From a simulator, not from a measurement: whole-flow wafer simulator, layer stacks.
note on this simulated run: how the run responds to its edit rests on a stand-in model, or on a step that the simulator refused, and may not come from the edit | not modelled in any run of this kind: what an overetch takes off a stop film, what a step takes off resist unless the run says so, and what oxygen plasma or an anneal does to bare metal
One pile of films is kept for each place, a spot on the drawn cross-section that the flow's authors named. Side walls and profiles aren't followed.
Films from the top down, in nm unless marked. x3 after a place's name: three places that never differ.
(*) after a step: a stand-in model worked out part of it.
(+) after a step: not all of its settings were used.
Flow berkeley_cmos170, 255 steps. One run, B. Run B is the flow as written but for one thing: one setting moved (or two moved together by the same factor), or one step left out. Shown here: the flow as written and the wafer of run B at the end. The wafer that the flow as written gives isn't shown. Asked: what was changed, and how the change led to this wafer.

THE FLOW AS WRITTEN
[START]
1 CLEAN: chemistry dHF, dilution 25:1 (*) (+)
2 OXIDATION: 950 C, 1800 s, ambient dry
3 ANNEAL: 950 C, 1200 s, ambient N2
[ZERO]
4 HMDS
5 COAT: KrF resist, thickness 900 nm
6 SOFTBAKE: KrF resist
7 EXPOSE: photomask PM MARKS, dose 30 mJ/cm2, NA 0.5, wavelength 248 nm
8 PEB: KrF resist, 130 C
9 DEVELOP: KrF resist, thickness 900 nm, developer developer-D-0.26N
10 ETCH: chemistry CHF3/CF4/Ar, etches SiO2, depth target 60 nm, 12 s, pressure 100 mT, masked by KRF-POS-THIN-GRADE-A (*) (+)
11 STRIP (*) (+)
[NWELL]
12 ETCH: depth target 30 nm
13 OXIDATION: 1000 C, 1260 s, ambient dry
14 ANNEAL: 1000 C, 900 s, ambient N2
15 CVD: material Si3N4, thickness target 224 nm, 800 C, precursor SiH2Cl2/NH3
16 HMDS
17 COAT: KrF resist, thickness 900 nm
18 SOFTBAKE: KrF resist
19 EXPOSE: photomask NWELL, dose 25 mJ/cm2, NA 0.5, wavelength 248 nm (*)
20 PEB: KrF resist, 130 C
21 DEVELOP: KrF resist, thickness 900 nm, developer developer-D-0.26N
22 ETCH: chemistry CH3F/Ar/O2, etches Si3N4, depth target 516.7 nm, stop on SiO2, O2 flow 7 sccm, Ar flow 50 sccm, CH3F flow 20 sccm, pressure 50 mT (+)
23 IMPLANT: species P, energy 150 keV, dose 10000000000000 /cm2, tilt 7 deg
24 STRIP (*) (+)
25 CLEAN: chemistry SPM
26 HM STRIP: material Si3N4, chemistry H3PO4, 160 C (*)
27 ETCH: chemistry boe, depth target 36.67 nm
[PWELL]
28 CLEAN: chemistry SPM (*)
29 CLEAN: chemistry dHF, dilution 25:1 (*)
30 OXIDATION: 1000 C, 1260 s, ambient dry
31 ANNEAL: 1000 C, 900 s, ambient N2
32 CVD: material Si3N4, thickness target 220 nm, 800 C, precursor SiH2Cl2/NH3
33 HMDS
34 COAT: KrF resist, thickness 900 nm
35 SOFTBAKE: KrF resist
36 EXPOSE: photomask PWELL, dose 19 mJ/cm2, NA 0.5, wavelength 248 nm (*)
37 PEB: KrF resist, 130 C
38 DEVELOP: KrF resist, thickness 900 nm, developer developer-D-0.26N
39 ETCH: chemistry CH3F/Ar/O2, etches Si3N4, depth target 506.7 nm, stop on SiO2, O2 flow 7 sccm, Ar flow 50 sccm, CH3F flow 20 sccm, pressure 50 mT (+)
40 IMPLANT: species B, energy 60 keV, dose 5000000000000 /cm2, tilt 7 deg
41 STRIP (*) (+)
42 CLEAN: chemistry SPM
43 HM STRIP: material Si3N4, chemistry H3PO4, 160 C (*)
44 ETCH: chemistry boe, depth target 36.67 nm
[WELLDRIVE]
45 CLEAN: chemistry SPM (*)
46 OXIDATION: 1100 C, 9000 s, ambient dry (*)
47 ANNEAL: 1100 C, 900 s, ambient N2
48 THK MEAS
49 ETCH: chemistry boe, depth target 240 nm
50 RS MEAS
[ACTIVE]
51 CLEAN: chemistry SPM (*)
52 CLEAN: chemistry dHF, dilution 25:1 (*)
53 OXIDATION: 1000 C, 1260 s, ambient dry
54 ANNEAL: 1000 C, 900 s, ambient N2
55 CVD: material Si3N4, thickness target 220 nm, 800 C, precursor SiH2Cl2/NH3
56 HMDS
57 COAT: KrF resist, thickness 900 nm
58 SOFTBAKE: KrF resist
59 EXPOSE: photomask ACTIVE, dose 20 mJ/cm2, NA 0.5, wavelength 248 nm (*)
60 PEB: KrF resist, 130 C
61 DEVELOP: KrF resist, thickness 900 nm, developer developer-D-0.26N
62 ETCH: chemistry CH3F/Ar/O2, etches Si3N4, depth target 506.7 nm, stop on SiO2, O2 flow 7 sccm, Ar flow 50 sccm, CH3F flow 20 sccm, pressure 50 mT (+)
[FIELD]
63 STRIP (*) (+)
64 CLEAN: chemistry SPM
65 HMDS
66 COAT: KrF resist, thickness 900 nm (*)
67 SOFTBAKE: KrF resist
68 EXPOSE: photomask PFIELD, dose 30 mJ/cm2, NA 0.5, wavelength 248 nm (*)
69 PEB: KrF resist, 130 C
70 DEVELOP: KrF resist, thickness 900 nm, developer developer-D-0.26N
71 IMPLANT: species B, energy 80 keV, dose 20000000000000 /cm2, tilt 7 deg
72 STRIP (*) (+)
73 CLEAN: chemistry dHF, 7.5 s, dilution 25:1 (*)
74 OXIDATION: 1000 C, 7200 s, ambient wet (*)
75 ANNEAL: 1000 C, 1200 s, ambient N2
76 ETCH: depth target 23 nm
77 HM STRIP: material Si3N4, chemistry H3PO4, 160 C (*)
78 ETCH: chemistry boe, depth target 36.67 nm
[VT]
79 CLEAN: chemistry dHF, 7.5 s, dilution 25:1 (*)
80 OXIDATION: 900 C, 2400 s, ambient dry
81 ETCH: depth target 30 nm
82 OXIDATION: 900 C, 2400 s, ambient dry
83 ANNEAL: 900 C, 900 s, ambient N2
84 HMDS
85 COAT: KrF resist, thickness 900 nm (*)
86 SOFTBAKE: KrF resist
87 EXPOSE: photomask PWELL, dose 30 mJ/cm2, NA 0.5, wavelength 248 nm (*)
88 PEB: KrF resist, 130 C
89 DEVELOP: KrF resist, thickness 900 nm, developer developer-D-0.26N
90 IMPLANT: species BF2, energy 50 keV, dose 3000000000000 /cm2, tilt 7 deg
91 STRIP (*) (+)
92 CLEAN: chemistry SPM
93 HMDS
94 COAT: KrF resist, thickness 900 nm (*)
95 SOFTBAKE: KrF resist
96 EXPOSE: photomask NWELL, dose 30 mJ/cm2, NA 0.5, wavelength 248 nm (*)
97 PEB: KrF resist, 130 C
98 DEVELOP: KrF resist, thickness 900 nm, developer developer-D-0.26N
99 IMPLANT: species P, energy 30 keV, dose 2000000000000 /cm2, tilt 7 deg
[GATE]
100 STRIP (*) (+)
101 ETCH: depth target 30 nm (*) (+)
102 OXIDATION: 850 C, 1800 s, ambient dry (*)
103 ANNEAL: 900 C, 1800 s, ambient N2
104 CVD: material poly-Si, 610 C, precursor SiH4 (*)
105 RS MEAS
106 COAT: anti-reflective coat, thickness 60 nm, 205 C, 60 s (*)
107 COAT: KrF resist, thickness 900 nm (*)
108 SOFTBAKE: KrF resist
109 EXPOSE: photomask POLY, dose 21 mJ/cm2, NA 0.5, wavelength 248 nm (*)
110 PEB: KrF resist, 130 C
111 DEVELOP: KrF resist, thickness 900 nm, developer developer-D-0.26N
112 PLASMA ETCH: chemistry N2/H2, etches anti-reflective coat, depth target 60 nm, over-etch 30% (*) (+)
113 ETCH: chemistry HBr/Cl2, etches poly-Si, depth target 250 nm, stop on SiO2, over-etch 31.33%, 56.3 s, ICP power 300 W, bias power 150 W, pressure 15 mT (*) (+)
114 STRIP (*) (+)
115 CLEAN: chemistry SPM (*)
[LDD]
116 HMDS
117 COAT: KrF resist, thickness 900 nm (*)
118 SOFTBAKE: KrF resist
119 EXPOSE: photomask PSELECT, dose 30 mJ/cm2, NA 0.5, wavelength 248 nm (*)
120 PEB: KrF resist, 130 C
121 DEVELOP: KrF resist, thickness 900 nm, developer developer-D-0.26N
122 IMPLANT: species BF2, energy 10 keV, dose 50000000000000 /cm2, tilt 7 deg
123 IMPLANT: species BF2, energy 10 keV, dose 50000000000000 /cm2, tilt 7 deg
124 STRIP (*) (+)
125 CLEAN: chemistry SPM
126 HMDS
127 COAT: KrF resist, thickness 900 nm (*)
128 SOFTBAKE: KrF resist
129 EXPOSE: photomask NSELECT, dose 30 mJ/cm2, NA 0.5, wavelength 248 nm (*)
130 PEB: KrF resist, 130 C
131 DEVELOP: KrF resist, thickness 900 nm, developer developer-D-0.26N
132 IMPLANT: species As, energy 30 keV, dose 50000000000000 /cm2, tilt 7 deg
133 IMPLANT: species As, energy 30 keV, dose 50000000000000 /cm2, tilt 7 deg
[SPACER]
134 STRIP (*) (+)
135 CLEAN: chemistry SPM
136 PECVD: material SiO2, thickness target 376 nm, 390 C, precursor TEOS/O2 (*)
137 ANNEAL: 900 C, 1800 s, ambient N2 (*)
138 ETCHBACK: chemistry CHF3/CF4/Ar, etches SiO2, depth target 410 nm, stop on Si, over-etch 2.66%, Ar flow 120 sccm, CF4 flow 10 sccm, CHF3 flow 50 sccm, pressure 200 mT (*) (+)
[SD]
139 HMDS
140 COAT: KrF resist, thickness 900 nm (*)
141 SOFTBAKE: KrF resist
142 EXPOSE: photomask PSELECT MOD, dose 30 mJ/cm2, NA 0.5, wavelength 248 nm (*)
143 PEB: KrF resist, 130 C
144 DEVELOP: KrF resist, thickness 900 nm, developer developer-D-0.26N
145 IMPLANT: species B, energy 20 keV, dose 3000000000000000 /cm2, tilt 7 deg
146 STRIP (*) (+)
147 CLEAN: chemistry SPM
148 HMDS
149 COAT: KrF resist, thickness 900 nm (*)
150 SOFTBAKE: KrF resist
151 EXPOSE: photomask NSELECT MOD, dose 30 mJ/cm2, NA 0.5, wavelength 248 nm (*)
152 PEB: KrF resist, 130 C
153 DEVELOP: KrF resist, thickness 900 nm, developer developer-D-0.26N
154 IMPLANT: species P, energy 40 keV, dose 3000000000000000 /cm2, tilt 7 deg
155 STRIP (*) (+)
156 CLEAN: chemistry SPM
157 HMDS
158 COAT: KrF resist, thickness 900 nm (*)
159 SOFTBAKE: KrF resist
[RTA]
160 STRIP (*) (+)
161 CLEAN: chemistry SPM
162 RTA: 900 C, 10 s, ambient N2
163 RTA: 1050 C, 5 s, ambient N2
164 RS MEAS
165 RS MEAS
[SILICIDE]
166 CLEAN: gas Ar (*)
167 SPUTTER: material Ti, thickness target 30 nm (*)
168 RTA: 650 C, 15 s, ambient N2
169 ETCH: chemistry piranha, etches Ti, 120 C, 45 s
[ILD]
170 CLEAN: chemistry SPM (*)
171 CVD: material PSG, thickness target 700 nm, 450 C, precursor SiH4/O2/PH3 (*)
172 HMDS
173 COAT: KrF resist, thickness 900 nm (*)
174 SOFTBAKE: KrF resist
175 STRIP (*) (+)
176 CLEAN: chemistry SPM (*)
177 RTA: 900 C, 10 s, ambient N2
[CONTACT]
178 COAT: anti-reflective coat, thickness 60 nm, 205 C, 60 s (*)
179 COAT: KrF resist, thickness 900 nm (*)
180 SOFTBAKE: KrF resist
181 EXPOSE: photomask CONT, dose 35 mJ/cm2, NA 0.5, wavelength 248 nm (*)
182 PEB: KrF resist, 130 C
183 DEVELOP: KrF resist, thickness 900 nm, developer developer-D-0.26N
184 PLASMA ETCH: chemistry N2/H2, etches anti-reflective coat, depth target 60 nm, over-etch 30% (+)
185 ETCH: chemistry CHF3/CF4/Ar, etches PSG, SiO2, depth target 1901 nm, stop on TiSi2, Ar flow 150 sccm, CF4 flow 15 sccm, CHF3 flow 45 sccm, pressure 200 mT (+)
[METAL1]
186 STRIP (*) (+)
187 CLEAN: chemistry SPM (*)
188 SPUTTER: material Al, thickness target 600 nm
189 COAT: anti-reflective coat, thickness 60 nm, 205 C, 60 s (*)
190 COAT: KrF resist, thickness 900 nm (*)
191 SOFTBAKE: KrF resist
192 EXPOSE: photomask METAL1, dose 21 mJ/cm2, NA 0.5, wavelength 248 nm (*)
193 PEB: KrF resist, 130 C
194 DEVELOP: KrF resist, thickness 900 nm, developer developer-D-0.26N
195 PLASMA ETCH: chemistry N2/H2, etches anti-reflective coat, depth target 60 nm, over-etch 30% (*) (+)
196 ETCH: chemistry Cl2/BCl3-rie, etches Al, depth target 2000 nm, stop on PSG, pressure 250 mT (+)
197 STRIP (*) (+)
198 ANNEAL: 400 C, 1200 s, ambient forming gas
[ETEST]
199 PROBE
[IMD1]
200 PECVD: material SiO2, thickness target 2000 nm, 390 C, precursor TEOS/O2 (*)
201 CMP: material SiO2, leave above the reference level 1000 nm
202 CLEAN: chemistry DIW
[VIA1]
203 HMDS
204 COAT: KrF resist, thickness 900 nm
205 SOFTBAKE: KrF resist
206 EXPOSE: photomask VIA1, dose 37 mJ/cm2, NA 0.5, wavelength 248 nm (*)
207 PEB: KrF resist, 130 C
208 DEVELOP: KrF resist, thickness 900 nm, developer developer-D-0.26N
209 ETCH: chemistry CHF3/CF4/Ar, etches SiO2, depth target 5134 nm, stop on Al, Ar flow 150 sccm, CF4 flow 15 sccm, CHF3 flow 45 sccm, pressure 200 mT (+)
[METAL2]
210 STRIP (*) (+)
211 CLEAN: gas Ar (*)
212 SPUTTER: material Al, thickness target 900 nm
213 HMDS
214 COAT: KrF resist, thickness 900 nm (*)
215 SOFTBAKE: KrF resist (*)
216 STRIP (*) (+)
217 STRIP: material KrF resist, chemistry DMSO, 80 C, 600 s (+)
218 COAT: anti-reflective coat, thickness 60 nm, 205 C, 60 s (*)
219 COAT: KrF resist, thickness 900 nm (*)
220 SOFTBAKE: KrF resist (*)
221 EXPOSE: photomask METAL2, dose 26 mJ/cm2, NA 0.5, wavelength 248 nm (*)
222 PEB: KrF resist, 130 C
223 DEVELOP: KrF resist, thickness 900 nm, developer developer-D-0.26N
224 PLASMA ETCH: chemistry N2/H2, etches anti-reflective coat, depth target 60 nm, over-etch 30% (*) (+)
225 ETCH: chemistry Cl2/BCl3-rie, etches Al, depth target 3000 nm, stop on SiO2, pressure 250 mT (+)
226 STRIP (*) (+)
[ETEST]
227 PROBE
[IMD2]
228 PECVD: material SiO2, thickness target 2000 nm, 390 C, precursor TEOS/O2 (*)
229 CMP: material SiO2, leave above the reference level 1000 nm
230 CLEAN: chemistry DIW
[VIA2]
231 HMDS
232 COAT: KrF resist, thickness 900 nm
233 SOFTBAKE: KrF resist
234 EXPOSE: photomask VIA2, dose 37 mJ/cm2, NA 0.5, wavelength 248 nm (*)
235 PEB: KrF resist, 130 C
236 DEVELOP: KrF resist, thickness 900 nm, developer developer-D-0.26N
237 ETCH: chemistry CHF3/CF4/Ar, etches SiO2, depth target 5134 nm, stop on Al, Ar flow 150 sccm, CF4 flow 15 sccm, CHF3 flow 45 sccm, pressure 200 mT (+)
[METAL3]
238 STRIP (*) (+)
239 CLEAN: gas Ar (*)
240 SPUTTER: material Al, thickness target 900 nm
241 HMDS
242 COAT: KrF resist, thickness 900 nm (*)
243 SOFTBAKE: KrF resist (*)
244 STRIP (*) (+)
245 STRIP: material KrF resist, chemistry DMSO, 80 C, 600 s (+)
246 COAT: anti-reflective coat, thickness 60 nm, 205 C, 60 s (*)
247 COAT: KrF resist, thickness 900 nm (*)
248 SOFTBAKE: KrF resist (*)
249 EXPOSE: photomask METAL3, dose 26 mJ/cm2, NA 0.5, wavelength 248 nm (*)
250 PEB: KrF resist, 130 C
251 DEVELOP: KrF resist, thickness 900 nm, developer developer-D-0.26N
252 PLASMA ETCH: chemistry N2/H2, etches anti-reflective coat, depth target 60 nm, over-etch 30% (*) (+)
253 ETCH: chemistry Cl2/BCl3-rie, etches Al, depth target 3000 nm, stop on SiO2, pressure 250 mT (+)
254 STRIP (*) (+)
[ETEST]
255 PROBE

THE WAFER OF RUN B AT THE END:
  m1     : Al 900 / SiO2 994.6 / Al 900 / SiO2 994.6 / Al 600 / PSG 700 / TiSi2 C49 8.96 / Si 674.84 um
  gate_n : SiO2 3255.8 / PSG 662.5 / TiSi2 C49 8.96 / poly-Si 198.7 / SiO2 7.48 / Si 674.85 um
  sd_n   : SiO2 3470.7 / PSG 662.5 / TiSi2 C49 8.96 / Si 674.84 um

The cause: step 168, RTA: 520 C was run, where the flow has 650 C.

How the change led to this, step by step:
  168 RTA: 650 C, 15 s, ambient N2
      sd_n, sd_p, contact, m1, via1, m2, via2: Ti -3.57, TiSi first +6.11 (new film), Si -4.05 (as written it would be: Ti -23.4, TiSi first +6.2 (new film), TiSi2 C49 +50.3 (new film), Si -49)
      gate_n, gate_p: Ti -3.57, TiSi first +6.11 (new film), poly-Si -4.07 (as written it would be: Ti -23.4, TiSi first +6.2 (new film), TiSi2 C49 +50.3 (new film), poly-Si -49.2)
  169 ETCH: chemistry piranha, etches Ti, 120 C, 45 s
      sd_n, gate_n, sd_p and 6 more: Ti -26.4 (all of it), TiSi first -0.08 (as written it would be: Ti -6.6 (all of it), TiSi first -0.1)
  177 RTA: 900 C, 10 s, ambient N2
      sd_n, sd_p, contact, m1, via1, m2, via2: under 1 film: TiSi2 C49 +8.96 (new film), TiSi first -6.02 (all of it), Si -4 (as written it would be: under 1 film: TiSi2 +55.9 (new film), TiSi first -6.09 (all of it), TiSi2 C49 -50.3 (all of it), Si -4.05)
      gate_n, gate_p: under 1 film: TiSi2 C49 +8.96 (new film), TiSi first -6.02 (all of it), poly-Si -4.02 (as written it would be: under 1 film: TiSi2 +55.9 (new film), TiSi first -6.09 (all of it), TiSi2 C49 -50.3 (all of it), poly-Si -4.06)
  185 ETCH: chemistry CHF3/CF4/Ar, etches PSG, SiO2, depth target 1901 nm, stop on TiSi2, Ar flow 150 sccm, CF4 flow 15 sccm, CHF3 flow 45 sccm, pressure 200 mT (+)
      contact: PSG -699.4 (all of it) (as written it would be: PSG -699.4 (all of it), TiSi2 -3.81)
  201 CMP: material SiO2, leave above the reference level 1000 nm
      contact: SiO2 -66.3 (as written it would be: SiO2 -61.1)
